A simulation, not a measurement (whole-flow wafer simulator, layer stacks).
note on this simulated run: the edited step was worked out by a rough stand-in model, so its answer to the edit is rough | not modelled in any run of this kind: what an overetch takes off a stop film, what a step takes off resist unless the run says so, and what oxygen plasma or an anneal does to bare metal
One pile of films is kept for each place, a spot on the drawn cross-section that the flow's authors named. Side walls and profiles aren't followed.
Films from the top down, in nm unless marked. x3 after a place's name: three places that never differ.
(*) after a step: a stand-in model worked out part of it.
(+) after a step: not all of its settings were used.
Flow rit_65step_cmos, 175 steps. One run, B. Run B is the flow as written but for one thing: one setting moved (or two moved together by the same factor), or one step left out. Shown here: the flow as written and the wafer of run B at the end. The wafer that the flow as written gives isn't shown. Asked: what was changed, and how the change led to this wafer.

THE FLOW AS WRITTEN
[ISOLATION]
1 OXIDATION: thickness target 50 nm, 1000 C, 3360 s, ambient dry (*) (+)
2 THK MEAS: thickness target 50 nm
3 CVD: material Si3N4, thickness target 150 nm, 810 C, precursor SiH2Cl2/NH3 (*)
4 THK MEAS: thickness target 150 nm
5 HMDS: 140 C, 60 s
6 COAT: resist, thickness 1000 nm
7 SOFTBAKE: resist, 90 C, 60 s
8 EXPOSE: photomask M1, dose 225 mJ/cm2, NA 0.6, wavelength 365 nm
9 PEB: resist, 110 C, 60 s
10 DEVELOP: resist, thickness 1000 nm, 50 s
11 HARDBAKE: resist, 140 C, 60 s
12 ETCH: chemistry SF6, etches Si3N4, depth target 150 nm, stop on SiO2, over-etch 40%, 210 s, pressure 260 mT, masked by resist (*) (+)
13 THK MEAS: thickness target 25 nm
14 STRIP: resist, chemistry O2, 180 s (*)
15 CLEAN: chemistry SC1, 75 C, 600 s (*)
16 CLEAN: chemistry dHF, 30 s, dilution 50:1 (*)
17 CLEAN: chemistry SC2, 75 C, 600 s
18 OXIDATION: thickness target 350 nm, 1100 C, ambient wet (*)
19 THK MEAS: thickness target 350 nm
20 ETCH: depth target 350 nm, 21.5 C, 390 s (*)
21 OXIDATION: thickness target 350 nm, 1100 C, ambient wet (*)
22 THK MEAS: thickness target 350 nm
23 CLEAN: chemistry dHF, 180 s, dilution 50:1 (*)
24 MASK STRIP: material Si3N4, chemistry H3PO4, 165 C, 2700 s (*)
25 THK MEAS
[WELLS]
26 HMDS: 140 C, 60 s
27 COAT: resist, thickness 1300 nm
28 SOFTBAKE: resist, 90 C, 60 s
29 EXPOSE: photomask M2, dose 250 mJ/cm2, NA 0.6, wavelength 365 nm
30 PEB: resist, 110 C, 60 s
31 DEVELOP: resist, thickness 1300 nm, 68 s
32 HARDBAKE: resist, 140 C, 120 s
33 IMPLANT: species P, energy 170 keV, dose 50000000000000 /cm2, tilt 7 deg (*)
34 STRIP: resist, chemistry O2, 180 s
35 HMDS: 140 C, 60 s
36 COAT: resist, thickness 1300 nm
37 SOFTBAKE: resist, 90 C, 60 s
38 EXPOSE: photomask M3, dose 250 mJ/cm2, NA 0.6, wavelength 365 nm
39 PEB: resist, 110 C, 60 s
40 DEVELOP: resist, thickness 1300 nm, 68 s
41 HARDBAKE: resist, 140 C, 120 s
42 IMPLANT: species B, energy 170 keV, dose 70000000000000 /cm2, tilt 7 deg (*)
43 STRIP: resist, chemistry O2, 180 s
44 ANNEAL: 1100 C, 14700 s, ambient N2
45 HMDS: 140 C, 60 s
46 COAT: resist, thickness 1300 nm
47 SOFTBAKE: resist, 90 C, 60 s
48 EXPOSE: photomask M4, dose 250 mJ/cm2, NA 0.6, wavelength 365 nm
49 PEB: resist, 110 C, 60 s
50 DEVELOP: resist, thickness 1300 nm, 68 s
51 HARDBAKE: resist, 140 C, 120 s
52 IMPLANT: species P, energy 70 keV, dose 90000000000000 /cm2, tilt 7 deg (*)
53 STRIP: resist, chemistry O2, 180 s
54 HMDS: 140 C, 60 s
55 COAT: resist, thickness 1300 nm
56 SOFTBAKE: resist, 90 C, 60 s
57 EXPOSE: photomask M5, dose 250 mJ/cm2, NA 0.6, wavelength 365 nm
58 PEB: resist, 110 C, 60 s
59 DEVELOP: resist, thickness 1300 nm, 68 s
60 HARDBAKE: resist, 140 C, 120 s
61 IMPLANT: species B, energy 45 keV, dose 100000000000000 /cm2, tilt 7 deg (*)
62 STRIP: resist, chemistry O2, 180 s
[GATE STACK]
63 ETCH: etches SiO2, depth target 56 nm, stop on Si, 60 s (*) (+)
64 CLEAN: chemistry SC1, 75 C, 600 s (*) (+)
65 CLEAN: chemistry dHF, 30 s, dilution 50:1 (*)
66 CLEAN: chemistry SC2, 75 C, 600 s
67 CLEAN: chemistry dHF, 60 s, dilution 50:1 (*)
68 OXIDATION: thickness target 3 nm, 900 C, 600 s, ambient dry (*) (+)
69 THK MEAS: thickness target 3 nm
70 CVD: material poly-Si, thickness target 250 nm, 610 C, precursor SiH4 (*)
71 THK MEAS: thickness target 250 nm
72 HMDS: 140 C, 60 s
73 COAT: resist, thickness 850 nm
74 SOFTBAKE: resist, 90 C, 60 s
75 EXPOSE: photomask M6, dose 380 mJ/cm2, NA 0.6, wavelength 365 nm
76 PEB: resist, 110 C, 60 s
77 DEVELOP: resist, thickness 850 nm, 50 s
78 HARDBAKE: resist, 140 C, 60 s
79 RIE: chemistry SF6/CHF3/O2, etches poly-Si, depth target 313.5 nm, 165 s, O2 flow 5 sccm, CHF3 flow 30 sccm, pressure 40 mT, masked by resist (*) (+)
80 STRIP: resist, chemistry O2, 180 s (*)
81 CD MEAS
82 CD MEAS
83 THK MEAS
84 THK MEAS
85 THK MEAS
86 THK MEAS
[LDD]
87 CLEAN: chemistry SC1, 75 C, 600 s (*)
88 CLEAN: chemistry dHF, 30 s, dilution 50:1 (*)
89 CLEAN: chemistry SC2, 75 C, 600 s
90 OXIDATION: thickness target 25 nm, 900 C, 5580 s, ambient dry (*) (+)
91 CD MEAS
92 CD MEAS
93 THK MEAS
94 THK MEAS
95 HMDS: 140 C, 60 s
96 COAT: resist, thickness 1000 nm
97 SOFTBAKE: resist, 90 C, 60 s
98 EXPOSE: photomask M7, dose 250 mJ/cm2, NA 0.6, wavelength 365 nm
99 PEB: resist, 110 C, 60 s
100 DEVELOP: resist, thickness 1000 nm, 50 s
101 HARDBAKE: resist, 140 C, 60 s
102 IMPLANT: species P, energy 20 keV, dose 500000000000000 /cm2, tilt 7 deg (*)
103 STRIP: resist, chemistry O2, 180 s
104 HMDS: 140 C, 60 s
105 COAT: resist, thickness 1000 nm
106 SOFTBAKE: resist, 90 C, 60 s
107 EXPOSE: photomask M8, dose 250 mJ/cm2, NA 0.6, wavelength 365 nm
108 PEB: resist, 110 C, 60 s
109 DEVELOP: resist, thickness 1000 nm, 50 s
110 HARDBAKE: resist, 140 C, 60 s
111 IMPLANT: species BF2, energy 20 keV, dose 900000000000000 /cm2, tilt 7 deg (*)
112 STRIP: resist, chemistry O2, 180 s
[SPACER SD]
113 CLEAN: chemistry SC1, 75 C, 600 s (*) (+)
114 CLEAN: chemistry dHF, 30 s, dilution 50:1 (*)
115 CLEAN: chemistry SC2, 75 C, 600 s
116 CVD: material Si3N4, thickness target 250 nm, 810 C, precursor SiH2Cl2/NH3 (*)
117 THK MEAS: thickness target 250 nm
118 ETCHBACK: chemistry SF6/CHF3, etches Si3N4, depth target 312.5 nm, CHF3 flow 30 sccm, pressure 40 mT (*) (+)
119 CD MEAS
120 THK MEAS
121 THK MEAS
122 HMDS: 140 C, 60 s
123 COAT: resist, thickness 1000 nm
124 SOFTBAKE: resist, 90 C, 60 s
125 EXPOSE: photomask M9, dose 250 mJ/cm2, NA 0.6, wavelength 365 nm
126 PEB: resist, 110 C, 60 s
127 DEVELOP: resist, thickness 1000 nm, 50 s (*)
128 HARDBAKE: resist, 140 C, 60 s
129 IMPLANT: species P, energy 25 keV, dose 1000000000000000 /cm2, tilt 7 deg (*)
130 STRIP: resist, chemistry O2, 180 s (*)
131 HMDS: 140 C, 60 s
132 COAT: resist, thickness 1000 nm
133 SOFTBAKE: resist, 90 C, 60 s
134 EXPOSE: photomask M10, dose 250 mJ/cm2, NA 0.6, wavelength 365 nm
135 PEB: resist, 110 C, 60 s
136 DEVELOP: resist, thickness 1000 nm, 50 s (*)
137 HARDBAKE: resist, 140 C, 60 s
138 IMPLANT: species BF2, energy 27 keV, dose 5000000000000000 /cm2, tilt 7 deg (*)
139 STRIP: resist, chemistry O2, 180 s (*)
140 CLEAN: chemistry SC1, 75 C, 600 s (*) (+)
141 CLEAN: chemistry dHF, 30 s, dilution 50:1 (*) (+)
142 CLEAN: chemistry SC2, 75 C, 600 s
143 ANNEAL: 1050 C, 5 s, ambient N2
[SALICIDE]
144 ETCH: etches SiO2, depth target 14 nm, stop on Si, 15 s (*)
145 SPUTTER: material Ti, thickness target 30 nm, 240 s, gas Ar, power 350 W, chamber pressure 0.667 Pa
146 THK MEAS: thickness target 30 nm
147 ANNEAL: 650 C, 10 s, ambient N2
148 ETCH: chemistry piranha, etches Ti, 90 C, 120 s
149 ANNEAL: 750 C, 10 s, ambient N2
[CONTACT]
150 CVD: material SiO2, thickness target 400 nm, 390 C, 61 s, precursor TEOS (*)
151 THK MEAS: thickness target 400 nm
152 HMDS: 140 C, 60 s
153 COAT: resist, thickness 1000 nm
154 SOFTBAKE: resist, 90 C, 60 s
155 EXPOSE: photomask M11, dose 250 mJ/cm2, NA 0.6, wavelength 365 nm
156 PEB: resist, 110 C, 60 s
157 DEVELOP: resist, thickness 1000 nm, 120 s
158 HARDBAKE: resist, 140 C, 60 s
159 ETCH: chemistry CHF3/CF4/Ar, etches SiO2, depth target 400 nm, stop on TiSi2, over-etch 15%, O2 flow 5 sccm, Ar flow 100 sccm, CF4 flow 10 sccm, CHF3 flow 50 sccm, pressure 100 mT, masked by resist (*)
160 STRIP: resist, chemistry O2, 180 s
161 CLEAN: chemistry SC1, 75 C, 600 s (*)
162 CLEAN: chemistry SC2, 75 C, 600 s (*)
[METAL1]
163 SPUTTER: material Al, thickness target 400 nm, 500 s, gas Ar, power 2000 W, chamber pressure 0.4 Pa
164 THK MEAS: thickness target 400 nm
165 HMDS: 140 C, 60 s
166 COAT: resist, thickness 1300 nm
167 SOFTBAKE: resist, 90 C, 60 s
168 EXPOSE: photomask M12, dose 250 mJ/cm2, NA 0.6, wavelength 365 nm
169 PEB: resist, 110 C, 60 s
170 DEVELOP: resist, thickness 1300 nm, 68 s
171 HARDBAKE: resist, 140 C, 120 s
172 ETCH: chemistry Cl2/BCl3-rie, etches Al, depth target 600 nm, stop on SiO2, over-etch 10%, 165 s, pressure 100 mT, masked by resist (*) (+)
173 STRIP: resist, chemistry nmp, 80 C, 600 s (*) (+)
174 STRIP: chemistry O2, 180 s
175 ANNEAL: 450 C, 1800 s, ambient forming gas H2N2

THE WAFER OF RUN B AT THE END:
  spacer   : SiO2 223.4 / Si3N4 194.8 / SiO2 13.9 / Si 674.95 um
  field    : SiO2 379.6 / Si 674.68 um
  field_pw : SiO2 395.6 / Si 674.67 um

The cause: step 150, CVD: thickness target 260 nm was run, where the flow has thickness target 400 nm.

How the change led to this, step by step:
  150 CVD: material SiO2, thickness target 400 nm, 390 C, 61 s, precursor TEOS (*)
      field, field_pw, field_nw, field_p: SiO2 +260 (as written it would be: SiO2 +400)
      spacer, spacer_p: SiO2 +260 (new film) (as written it would be: SiO2 +400 (new film))
      (and at 2 more places)
  159 ETCH: chemistry CHF3/CF4/Ar, etches SiO2, depth target 400 nm, stop on TiSi2, over-etch 15%, O2 flow 5 sccm, Ar flow 100 sccm, CF4 flow 10 sccm, CHF3 flow 50 sccm, pressure 100 mT, masked by resist (*)
      field, field_pw, field_nw, field_p, gate_n, gate_p, spacer, spacer_p: resist -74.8 (as written it would be: resist -115)
  160 STRIP: resist, chemistry O2, 180 s
      field: resist -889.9 (all of it) (as written it would be: resist -851 (all of it))
      field_pw: resist -859.4 (all of it) (as written it would be: resist -820.1 (all of it))
      (and at 6 more places)
  163 SPUTTER: material Al, thickness target 400 nm, 500 s, gas Ar, power 2000 W, chamber pressure 0.4 Pa
      gate_n, gate_p: Al +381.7 (new film) (as written it would be: Al +396 (new film))
  172 ETCH: chemistry Cl2/BCl3-rie, etches Al, depth target 600 nm, stop on SiO2, over-etch 10%, 165 s, pressure 100 mT, masked by resist (*) (+)
      gate_n, gate_p: Al -381.7 (all of it), SiO2 -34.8 (as written it would be: Al -396 (all of it), SiO2 -33)
